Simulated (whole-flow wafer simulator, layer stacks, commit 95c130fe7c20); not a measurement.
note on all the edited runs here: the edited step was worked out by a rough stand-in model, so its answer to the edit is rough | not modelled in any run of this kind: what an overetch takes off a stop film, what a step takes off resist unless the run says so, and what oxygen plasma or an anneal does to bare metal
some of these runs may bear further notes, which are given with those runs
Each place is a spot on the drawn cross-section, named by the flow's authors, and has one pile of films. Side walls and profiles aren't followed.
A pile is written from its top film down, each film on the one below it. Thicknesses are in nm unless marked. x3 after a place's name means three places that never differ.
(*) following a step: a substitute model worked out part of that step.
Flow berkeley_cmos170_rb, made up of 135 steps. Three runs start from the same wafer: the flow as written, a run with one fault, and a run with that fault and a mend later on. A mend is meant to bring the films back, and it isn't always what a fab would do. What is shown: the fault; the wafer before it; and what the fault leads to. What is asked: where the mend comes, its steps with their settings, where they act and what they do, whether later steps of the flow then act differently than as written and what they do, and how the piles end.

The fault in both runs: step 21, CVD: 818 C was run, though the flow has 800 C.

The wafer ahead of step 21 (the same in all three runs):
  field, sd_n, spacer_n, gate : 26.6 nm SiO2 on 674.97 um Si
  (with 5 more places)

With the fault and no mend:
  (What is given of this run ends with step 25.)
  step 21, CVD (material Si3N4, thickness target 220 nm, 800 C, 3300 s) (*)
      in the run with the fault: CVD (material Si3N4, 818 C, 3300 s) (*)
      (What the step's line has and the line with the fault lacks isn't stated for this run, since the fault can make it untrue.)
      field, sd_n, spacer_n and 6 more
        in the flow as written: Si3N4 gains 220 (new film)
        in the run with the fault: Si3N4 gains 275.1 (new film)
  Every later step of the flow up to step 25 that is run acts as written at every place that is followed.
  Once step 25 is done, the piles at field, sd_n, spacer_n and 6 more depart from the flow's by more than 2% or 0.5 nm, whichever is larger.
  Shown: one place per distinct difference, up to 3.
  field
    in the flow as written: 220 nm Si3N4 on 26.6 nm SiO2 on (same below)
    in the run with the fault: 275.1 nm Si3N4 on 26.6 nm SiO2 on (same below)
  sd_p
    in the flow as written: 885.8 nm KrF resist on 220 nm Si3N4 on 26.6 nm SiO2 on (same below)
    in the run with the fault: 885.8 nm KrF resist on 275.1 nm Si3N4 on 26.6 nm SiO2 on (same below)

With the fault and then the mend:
  After step 21 comes the mend.
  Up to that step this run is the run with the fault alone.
  step 21a, ETCH (chemistry h3po4, depth target 55.07 nm) (the flow's step 16 again, with other settings)
      field, sd_n, spacer_n and 6 more
        Si3N4 loses 55.1
  Every later step of the flow that is run acts as written at every place that is followed.
  At every place that both follow, the piles at the end match the flow's.
